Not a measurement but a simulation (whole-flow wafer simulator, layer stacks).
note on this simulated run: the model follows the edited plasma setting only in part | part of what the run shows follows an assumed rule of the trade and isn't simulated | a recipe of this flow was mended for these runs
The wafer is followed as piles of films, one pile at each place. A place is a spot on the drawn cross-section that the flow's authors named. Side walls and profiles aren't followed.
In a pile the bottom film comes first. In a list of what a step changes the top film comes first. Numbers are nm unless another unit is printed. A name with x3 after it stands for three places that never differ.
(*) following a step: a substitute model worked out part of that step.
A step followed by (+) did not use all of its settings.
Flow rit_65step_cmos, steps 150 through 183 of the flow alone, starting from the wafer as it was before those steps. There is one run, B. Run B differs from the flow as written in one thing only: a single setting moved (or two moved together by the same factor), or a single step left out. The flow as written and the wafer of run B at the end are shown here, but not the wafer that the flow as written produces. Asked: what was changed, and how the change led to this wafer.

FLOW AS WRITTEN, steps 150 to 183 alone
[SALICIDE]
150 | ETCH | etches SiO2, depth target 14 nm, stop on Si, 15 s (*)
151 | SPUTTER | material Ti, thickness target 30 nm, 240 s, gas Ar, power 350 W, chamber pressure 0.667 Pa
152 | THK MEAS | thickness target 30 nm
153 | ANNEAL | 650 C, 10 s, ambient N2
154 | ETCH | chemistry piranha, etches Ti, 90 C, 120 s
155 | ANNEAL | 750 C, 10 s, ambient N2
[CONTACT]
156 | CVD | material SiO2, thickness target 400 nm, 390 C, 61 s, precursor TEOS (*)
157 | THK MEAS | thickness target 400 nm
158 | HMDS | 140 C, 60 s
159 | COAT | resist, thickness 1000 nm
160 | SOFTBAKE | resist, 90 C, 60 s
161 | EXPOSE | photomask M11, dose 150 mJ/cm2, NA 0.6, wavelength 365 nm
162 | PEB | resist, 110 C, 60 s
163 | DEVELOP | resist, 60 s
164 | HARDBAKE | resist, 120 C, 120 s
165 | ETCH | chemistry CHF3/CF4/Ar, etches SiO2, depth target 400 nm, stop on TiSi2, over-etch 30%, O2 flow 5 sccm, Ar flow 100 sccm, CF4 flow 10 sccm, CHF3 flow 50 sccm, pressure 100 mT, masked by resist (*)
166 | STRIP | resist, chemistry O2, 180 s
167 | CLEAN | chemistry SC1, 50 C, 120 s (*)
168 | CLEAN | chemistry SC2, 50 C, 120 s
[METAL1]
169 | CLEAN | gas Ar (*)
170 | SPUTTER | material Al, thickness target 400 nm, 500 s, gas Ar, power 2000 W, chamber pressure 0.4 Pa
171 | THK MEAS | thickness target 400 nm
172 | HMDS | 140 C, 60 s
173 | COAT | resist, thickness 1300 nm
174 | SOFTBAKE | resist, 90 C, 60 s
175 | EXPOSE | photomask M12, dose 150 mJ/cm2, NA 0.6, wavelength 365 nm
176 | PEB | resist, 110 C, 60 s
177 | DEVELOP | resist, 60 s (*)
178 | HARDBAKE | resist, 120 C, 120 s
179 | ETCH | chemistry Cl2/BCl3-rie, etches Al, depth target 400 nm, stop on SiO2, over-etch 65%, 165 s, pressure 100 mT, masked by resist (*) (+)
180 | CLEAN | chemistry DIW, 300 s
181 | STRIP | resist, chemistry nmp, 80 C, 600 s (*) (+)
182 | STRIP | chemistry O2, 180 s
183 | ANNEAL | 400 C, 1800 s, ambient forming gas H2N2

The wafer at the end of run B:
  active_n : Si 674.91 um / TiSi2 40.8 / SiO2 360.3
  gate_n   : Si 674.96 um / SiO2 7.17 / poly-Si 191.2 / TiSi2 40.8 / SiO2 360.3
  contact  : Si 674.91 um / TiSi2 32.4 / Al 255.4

What caused this: step 151, SPUTTER: power 245 W was run, while the flow as written has power 350 W.

Step by step, how the change led to this:
  151 | SPUTTER | material Ti, thickness target 30 nm, 240 s, gas Ar, power 350 W, chamber pressure 0.667 Pa
      field, field_pw, field_nw and 11 more: Ti gains 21 (new film) (in the flow as written it would be: Ti gains 30 (new film))
  153 | ANNEAL | 650 C, 10 s, ambient N2
      active_n, active_p, sd_n, sd_p, contact, m1: Ti loses 16.4, TiSi2 C49 gains 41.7 (new film), Si loses 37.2 (in the flow as written it would be: Ti loses 23.4, TiSi first gains 15 (new film), TiSi2 C49 gains 37.2 (new film), Si loses 43.1)
      gate_n, gate_p: Ti loses 16.4, TiSi2 C49 gains 41.7 (new film), poly-Si loses 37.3 (in the flow as written it would be: Ti loses 23.4, TiSi first gains 15 (new film), TiSi2 C49 gains 37.2 (new film), poly-Si loses 43.3)
  154 | ETCH | chemistry piranha, etches Ti, 90 C, 120 s
      active_n, active_p, gate_n, gate_p, sd_n, sd_p, contact, m1: Ti loses 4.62 (all of it), TiSi2 C49 loses 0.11 (in the flow as written it would be: Ti loses 6.6 (all of it), TiSi first loses 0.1)
      field, field_pw, field_nw, field_p, spacer, spacer_p: Ti loses 21 (all of it) (in the flow as written it would be: Ti loses 30 (all of it))
  155 | ANNEAL | 750 C, 10 s, ambient N2
      active_n, active_p, sd_n, sd_p, contact, m1: TiSi2 gains 40.8 (new film), TiSi2 C49 loses 41.6 (all of it) (in the flow as written it would be: TiSi2 gains 55.9 (new film), TiSi first loses 14.9 (all of it), TiSi2 C49 loses 37.2 (all of it), Si loses 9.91)
      gate_n, gate_p: TiSi2 gains 40.8 (new film), TiSi2 C49 loses 41.6 (all of it) (in the flow as written it would be: TiSi2 gains 55.9 (new film), TiSi first loses 14.9 (all of it), TiSi2 C49 loses 37.2 (all of it), poly-Si loses 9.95)
